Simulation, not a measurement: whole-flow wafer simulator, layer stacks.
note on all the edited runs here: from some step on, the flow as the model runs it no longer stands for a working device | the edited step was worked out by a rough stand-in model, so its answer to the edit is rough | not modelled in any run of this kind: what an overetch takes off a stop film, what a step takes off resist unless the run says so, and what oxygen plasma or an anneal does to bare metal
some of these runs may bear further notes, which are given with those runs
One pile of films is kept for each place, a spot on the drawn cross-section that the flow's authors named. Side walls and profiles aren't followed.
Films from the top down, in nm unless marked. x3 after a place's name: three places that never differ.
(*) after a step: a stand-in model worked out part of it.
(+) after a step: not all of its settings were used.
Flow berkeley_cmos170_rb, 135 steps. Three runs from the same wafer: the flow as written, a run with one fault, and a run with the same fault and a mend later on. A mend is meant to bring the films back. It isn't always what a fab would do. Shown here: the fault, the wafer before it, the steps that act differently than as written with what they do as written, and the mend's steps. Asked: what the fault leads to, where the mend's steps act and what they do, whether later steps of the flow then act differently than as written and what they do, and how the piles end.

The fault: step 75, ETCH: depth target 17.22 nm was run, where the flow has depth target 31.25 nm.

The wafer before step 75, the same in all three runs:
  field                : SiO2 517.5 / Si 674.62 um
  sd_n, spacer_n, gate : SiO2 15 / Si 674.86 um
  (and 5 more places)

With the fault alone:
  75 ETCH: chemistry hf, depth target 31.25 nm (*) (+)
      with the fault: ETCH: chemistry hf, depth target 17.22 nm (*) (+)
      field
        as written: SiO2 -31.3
        with the fault: SiO2 -17.2
  Later steps of the flow that act differently than as written (23 more steps differ only slightly, by at most 2% or 0.5 nm, whichever is larger, and aren't shown):
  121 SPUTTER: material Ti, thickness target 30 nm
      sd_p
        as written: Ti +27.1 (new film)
        with the fault: Ti +25.4 (new film)
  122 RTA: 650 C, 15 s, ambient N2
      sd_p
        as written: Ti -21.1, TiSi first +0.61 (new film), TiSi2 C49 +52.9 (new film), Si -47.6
        with the fault: Ti -19.8, TiSi2 C49 +50.5 (new film), Si -45
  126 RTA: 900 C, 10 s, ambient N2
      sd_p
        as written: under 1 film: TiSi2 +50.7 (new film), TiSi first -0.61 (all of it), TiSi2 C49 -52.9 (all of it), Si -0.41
        with the fault: under 1 film: TiSi2 +47.5 (new film), TiSi2 C49 -50.5 (all of it)
  At the end the piles differ from the flow's by more than 2% or 0.5 nm, whichever is larger, at sd_p.
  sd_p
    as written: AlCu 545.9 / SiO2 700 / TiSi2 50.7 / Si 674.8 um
    with the fault: AlCu 541.4 / SiO2 700 / TiSi2 47.5 / Si 674.81 um

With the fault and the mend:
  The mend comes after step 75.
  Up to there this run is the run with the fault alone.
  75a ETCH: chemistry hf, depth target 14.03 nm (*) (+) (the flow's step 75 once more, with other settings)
      field
        SiO2 -14
  No later step of the flow acts differently than as written, at any place that is followed, by more than 2% or 0.5 nm, whichever is larger.
  At the end the piles are the same as the flow's at every place that both follow.
